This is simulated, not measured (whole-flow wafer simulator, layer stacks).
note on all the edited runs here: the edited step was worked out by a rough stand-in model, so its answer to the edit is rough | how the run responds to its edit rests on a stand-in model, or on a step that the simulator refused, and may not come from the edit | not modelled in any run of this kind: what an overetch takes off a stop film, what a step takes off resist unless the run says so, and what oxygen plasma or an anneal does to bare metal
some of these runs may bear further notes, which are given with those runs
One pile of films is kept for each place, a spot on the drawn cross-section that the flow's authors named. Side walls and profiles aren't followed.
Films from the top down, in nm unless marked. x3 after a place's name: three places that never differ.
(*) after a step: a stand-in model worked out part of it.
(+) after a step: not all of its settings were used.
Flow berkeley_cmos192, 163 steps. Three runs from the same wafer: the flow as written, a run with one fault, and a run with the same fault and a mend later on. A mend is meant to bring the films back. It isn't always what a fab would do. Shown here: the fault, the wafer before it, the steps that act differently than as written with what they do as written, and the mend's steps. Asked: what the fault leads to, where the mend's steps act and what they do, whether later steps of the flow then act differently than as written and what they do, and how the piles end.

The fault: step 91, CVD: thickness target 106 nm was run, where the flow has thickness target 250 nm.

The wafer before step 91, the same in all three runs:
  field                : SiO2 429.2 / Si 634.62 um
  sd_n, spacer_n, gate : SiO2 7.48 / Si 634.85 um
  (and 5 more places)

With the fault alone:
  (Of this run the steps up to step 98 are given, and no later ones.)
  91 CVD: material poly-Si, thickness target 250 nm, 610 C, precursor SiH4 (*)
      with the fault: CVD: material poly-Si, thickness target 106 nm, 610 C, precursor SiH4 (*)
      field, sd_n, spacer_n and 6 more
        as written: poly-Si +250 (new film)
        with the fault: poly-Si +106 (new film)
  Later steps of the flow that act differently than as written (3 more steps differ only slightly, by at most 2% or 0.5 nm, whichever is larger, and aren't shown):
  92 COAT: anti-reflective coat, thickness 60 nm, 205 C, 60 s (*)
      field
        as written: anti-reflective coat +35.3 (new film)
        with the fault: anti-reflective coat +33.6 (new film)
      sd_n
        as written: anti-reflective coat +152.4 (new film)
        with the fault: anti-reflective coat +145.1 (new film)
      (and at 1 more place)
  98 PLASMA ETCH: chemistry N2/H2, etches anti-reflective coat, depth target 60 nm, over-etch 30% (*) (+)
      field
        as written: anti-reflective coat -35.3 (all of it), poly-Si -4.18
        with the fault: anti-reflective coat -33.6 (all of it), poly-Si -3.97
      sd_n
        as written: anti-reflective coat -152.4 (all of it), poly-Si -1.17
        with the fault: anti-reflective coat -145.1 (all of it), poly-Si -1.12
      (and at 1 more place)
  After step 98 the piles differ from the flow's by more than 2% or 0.5 nm, whichever is larger, at field, sd_n, spacer_n and 6 more.
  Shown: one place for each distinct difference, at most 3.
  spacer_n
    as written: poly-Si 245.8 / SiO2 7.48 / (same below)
    with the fault: poly-Si 102 / SiO2 7.48 / (same below)
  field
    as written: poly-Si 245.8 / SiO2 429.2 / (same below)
    with the fault: poly-Si 102 / SiO2 429.2 / (same below)
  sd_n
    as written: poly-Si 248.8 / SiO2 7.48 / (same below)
    with the fault: poly-Si 104.9 / SiO2 7.48 / (same below)

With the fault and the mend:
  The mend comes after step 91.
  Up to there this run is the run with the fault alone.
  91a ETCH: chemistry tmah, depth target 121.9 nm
      field, sd_n, spacer_n and 6 more
        poly-Si -106 (all of it)
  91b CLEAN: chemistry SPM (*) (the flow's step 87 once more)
      changes no film at any place that is followed
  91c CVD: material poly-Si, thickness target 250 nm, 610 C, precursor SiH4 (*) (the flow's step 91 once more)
      field, sd_n, spacer_n and 6 more
        poly-Si +250 (new film)
  No later step of the flow acts differently than as written, at any place that is followed, by more than 2% or 0.5 nm, whichever is larger.
  At the end the piles are the same as the flow's at every place that both follow.
